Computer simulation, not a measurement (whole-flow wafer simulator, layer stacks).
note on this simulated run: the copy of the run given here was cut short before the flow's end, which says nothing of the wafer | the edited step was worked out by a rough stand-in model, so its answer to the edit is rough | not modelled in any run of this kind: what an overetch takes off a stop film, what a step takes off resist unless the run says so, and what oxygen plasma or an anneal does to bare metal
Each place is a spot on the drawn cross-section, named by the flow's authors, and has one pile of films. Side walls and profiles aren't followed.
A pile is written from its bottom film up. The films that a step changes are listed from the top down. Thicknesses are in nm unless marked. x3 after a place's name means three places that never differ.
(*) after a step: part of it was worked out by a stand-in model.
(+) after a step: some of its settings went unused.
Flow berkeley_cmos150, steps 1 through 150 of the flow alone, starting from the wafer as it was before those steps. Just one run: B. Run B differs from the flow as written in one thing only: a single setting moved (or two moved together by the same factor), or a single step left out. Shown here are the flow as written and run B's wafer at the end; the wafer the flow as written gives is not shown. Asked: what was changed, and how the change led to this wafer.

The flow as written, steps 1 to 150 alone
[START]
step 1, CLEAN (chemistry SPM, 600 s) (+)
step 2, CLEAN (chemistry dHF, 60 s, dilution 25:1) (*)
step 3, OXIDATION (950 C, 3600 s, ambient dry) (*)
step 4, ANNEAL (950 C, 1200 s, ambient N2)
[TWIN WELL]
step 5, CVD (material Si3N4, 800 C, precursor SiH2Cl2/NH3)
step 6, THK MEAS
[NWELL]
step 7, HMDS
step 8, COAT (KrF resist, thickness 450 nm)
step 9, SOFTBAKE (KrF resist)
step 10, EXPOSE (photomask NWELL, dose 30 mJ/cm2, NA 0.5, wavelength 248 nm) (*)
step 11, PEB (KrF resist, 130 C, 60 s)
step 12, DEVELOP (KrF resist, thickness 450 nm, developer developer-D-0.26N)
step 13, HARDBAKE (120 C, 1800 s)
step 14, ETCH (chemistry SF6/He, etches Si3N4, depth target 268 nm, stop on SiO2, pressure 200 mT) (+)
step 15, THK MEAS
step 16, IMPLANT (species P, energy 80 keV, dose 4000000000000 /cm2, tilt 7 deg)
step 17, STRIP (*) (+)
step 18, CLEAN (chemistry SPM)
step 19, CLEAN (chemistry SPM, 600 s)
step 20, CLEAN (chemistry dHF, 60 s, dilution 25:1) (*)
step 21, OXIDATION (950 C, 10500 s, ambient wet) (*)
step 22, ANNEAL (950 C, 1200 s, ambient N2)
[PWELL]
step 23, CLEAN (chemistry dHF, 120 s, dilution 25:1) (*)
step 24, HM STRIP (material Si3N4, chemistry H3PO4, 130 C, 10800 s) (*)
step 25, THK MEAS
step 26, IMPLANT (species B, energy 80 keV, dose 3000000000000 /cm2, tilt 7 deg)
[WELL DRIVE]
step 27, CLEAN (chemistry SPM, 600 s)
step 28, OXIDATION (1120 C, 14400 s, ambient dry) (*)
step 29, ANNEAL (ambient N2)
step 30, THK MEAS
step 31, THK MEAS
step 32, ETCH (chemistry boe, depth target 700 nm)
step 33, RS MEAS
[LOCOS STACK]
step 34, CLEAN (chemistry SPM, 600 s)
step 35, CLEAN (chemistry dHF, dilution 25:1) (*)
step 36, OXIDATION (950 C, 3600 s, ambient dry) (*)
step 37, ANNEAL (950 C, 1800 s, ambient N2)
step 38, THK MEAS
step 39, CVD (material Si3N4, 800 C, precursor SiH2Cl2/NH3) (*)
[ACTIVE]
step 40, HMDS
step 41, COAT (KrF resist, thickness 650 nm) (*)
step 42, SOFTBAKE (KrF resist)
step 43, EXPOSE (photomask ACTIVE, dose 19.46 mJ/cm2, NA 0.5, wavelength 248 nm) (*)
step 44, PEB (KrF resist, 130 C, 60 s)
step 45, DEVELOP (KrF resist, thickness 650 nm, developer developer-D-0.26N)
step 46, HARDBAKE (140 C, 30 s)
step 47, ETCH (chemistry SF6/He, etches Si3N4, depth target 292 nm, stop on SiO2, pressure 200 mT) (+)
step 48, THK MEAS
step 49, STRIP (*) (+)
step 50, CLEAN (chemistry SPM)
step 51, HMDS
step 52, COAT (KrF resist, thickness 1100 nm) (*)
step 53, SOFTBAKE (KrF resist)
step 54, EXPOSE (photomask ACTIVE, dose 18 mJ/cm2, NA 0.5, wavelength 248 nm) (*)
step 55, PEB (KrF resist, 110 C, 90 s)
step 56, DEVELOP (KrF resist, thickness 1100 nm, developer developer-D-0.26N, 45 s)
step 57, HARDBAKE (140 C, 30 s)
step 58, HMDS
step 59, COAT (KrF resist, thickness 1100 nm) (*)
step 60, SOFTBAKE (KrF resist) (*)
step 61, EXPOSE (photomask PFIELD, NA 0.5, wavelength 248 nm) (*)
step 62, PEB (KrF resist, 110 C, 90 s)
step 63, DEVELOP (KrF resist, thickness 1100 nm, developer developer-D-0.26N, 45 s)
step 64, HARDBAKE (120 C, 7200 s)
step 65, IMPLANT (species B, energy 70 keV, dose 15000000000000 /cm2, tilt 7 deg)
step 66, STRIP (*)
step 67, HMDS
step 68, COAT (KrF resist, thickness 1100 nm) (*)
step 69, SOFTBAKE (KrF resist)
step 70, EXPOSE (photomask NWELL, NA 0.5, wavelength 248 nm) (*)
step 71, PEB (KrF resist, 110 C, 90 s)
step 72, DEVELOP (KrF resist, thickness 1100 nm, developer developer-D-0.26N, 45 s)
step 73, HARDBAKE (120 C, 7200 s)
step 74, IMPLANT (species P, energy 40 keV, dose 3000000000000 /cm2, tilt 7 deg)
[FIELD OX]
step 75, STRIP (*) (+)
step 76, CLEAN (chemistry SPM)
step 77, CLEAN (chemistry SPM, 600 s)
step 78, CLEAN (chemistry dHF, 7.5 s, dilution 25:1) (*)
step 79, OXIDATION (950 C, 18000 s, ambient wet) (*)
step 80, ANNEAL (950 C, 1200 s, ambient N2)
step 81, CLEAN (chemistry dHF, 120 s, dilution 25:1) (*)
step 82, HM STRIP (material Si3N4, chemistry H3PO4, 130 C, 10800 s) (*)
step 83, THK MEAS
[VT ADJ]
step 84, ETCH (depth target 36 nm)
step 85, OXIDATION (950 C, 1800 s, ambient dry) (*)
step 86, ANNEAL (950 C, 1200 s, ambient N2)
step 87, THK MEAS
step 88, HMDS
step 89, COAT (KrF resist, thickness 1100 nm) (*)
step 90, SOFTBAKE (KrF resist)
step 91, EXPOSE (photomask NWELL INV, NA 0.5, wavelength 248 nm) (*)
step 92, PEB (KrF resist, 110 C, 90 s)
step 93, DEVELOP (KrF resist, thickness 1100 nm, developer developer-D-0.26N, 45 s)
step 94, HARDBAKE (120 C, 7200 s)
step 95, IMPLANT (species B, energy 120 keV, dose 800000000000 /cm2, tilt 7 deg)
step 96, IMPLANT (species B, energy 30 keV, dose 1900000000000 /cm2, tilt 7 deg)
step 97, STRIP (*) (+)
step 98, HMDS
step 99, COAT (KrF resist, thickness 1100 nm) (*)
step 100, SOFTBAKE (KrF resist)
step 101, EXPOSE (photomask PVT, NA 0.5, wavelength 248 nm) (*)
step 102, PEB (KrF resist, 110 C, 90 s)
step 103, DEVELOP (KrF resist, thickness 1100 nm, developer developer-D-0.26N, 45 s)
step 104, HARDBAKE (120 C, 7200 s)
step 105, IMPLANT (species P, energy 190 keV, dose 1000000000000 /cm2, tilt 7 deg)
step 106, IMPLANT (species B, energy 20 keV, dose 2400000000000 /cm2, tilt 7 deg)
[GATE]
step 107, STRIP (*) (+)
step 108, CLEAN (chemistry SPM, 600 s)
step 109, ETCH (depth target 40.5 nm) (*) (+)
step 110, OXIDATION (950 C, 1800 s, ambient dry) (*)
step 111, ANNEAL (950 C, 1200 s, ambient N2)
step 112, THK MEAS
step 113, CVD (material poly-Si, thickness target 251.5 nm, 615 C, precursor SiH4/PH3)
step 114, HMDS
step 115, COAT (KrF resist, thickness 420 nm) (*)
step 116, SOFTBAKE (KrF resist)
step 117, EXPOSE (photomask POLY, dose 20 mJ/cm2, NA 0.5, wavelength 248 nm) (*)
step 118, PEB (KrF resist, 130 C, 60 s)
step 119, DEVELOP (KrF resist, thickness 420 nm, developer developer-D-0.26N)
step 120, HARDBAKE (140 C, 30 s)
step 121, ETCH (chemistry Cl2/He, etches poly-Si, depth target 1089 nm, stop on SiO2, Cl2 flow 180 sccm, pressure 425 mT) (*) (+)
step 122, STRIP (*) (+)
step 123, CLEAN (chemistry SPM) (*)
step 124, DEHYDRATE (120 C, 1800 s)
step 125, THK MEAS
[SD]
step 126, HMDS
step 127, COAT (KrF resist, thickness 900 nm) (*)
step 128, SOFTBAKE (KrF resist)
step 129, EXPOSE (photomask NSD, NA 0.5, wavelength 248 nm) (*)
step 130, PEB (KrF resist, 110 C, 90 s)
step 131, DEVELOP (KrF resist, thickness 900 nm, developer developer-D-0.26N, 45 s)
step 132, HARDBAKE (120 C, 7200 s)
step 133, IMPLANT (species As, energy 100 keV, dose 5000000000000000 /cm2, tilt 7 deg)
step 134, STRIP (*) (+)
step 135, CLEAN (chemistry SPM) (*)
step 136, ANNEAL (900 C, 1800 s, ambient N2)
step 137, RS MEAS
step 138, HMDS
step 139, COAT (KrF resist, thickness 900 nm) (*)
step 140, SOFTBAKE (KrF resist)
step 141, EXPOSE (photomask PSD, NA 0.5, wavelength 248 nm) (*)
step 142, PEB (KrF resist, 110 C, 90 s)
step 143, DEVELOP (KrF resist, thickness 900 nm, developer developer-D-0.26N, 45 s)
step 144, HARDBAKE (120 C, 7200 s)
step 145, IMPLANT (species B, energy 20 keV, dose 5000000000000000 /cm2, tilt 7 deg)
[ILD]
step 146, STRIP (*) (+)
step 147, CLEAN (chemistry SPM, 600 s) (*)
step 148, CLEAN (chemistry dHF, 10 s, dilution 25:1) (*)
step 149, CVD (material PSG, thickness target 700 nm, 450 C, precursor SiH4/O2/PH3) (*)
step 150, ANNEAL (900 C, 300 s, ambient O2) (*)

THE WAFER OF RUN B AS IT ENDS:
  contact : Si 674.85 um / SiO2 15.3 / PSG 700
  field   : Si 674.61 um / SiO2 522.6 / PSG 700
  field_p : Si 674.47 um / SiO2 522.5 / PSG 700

What caused this: step 28, OXIDATION: 11520 s was run, though the flow has 14400 s.

Step by step, how the change led to this:
  step 28, OXIDATION (1120 C, 14400 s, ambient dry) (*)
      field, sd_n, gate_n, contact, m1: SiO2 gains 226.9, Si loses 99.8 (as written it would have been: SiO2 gains 261.5, Si loses 115.1)
      field_p, sd_p, gate_p: SiO2 gains 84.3, Si loses 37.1 (as written it would have been: SiO2 gains 103.6, Si loses 45.6)
  step 32, ETCH (chemistry boe, depth target 700 nm)
      field, sd_n, gate_n, contact, m1: SiO2 loses 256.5 (all of it) (as written it would have been: SiO2 loses 291.1 (all of it))
      field_p, sd_p, gate_p: SiO2 loses 536.2 (all of it) (as written it would have been: SiO2 loses 555.5 (all of it))
